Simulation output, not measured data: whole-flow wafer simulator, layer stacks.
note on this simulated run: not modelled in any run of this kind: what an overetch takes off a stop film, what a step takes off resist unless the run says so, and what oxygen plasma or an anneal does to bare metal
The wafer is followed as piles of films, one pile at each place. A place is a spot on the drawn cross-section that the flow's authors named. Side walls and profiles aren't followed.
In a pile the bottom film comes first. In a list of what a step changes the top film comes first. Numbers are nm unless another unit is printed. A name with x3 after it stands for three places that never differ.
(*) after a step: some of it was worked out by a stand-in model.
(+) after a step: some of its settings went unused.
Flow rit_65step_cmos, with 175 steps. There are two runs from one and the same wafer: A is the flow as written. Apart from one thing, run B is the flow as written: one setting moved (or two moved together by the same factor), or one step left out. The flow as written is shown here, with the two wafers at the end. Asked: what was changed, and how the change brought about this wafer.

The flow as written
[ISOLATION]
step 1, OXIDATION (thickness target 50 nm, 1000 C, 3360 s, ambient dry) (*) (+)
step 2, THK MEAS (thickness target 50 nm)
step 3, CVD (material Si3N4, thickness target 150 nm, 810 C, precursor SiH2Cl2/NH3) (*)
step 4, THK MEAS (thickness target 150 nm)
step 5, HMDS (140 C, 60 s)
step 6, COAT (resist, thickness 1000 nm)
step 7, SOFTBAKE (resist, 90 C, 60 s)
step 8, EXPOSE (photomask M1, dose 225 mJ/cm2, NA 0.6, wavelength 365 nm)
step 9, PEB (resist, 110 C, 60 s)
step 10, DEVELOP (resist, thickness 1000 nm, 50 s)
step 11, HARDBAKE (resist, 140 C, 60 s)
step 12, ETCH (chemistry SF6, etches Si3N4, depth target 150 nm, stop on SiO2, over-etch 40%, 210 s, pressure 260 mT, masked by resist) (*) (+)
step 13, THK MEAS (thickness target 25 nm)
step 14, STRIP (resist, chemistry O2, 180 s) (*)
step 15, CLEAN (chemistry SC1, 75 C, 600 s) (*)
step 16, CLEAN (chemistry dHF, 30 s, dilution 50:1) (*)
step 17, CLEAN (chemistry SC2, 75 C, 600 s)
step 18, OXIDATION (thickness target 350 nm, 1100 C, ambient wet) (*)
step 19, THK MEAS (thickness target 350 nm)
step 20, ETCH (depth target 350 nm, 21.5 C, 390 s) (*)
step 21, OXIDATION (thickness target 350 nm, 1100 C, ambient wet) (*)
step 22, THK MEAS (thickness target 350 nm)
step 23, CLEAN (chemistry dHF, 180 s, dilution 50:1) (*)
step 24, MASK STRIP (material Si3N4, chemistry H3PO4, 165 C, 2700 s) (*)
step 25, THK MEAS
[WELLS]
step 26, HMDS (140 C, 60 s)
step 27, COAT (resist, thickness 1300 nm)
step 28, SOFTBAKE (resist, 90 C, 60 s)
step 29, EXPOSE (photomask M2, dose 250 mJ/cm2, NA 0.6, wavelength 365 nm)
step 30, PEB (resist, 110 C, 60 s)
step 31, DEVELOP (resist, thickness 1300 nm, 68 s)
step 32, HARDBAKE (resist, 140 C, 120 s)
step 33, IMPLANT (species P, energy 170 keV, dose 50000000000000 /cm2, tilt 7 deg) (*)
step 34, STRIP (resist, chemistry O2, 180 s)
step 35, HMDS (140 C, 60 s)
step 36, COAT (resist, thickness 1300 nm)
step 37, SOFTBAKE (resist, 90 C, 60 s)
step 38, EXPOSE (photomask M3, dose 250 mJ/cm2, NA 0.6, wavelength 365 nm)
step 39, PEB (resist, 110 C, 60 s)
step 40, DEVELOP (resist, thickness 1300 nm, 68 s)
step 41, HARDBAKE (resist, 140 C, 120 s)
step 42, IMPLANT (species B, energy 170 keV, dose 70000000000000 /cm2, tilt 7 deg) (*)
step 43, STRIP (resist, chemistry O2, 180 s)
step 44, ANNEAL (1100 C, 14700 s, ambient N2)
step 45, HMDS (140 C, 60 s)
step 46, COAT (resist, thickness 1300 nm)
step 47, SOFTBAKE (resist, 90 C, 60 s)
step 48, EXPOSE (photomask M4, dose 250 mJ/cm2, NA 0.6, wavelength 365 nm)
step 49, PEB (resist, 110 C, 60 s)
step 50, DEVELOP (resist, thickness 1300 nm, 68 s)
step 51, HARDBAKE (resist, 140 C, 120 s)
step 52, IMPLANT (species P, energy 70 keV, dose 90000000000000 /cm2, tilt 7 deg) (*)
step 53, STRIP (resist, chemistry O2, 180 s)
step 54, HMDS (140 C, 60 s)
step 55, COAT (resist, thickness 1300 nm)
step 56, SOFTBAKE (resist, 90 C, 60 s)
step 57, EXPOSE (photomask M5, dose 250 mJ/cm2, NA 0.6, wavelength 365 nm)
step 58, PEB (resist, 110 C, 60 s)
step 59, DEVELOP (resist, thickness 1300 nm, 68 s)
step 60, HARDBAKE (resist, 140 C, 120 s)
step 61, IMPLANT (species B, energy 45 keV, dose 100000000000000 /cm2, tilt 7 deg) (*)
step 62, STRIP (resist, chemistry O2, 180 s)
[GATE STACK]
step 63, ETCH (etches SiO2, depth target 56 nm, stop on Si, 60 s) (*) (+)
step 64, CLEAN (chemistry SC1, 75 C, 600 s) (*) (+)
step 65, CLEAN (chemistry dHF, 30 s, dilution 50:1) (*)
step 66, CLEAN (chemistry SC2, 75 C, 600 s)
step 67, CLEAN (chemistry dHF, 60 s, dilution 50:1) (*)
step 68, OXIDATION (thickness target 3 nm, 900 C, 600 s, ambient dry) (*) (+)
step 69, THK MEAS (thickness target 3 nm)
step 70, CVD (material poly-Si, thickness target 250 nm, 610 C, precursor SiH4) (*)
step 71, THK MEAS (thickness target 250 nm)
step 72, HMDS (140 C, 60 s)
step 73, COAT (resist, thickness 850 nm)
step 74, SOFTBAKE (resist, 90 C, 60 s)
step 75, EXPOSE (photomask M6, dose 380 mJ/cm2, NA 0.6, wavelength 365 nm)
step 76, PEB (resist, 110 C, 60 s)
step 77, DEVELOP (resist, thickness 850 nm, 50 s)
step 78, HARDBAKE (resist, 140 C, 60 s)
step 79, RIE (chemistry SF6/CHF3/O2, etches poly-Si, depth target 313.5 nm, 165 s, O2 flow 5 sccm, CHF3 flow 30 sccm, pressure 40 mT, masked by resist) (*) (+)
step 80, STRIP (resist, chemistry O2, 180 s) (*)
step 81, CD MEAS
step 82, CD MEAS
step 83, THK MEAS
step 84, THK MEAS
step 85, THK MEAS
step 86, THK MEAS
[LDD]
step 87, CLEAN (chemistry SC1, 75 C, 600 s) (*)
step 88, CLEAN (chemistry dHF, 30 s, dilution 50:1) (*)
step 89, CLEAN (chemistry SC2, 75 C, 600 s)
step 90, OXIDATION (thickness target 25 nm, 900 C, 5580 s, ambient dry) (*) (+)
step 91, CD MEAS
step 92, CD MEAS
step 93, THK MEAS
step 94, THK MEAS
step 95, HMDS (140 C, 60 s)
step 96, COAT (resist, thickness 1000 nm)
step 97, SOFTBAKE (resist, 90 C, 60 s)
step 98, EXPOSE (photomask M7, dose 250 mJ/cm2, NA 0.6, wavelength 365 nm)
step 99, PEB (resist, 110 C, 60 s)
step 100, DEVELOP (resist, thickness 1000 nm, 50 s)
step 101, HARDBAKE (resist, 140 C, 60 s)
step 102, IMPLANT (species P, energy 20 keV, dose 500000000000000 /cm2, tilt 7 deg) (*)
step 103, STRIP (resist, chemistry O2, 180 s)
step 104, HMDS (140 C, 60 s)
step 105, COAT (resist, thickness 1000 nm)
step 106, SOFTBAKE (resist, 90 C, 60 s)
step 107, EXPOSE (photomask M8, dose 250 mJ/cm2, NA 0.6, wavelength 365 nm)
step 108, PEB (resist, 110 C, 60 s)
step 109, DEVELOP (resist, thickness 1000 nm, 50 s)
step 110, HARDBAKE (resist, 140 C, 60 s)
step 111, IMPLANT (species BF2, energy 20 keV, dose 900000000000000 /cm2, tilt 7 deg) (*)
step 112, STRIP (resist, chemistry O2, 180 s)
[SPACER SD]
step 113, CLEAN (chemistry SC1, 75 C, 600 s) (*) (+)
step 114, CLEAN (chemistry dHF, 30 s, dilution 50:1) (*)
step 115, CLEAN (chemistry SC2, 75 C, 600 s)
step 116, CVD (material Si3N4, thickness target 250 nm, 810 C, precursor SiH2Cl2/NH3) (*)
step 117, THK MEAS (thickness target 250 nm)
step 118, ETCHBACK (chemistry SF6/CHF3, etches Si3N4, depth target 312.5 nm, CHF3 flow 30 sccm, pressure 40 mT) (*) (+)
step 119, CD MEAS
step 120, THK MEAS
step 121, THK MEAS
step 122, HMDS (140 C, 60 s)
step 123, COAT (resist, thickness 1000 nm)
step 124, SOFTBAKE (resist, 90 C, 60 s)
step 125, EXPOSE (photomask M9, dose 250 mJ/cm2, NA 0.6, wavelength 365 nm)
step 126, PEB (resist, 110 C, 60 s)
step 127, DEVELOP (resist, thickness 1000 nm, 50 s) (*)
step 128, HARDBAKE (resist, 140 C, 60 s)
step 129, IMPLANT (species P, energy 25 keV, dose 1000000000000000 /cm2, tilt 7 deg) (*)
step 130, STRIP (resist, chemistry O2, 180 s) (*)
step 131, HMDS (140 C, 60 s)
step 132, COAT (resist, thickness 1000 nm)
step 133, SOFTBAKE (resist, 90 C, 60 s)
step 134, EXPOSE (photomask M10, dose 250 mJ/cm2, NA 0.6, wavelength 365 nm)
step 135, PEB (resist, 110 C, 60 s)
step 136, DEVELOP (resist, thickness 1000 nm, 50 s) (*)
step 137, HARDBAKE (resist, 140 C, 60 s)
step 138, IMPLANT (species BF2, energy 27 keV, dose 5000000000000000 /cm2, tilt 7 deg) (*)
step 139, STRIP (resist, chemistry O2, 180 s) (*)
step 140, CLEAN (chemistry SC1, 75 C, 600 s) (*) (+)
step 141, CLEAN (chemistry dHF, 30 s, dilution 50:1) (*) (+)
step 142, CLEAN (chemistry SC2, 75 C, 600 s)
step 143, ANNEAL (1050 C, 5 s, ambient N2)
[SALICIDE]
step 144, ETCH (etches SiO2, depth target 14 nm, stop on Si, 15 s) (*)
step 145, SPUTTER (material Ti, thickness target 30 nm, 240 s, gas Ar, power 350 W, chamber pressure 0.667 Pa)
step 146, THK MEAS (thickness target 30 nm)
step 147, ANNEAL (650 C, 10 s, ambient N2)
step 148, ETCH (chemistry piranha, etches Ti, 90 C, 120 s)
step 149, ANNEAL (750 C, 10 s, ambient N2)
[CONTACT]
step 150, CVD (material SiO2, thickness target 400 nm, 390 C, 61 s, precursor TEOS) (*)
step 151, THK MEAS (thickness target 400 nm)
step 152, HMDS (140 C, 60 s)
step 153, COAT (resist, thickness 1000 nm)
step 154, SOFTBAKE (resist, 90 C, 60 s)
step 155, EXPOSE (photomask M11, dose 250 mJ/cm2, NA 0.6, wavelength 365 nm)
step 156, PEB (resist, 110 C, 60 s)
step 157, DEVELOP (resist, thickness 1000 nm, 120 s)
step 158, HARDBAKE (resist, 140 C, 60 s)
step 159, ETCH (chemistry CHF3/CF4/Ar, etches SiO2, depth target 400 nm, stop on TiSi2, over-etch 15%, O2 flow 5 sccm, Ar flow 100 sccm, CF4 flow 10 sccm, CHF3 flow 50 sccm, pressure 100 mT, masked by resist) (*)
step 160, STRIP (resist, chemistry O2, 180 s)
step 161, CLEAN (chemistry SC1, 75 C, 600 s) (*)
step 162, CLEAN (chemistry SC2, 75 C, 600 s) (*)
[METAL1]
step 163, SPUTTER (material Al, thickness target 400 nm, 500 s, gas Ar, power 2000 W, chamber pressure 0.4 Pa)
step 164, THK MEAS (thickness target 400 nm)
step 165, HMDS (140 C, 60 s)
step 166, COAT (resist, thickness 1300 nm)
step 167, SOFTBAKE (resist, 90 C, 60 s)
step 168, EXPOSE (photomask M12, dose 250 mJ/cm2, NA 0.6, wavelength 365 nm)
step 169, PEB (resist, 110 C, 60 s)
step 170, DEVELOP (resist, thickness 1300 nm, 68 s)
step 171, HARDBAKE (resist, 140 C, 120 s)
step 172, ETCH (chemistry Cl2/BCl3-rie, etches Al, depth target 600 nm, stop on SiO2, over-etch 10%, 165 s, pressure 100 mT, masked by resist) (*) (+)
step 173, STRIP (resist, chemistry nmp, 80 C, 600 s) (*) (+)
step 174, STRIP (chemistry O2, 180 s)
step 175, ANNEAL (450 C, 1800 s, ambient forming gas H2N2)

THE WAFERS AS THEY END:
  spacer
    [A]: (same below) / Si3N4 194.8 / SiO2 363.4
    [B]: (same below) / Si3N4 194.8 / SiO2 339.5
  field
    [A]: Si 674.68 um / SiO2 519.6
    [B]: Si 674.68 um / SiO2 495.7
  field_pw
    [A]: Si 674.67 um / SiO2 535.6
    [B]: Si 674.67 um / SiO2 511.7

The reason: step 163, SPUTTER: thickness target 209 nm was run, though the flow has thickness target 400 nm; step 163, SPUTTER: 262 s was run, where the flow has 500 s.

The path from the change to this, step by step:
  step 163, SPUTTER (material Al, thickness target 400 nm, 500 s, gas Ar, power 2000 W, chamber pressure 0.4 Pa)
      field, field_p, spacer, spacer_p: A +400 Al (new film) | B +209 Al (new film)
      gate_n, gate_p: A +396 Al (new film) | B +209 Al (new film)
      (also at 2 further places)
  step 172, ETCH (chemistry Cl2/BCl3-rie, etches Al, depth target 600 nm, stop on SiO2, over-etch 10%, 165 s, pressure 100 mT, masked by resist) (*) (+)
      field, field_p, spacer, spacer_p: A -400 Al (all of it), -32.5 SiO2 | B -209 Al (all of it), -56.4 SiO2
      gate_n, gate_p: A -396 Al (all of it), -33 SiO2 | B -209 Al (all of it), -56.4 SiO2
      (also at 2 further places)
